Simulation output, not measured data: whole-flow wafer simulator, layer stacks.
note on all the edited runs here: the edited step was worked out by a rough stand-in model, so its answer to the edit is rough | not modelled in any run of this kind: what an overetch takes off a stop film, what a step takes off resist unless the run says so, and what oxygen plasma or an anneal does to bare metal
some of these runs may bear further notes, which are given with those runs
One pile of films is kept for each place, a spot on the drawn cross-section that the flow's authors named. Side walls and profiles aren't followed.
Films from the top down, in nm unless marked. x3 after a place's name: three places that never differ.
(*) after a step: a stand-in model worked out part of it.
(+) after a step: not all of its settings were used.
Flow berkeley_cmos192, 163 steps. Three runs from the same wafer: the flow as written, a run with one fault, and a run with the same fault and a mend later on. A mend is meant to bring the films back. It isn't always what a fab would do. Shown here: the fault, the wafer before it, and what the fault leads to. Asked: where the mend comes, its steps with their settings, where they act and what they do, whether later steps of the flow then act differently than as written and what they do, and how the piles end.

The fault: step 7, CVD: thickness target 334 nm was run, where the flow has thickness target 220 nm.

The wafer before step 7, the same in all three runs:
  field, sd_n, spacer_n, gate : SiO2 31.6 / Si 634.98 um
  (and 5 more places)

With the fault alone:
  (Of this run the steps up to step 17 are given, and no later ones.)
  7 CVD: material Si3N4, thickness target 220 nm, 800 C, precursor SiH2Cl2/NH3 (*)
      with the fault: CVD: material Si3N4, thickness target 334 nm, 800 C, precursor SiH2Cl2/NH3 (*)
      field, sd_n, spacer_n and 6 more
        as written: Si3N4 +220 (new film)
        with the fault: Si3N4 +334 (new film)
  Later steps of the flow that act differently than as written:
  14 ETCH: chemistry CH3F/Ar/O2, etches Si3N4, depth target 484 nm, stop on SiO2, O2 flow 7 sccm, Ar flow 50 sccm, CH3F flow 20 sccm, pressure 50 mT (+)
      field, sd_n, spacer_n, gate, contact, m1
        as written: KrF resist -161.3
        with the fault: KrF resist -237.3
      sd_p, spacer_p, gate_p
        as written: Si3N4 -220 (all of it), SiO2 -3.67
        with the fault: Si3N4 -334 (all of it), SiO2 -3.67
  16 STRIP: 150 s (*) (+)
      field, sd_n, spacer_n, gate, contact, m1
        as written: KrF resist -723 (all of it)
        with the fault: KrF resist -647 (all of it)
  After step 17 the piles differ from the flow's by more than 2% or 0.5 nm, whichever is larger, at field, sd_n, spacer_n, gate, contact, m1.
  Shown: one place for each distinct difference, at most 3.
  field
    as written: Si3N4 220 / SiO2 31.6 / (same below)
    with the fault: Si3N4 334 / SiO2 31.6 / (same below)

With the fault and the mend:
  The mend comes after step 7.
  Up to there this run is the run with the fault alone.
  7a ETCH: chemistry h3po4, depth target 384.1 nm
      field, sd_n, spacer_n and 6 more
        Si3N4 -334 (all of it)
  7b CLEAN: chemistry SC1/SC2 (the flow's step 1 once more)
      changes no film at any place that is followed
  7c CVD: material Si3N4, thickness target 220 nm, 800 C, precursor SiH2Cl2/NH3 (*) (the flow's step 7 once more)
      field, sd_n, spacer_n and 6 more
        Si3N4 +220 (new film)
  No later step of the flow acts differently than as written at any place that is followed.
  At the end the piles are the same as the flow's at every place that both follow.
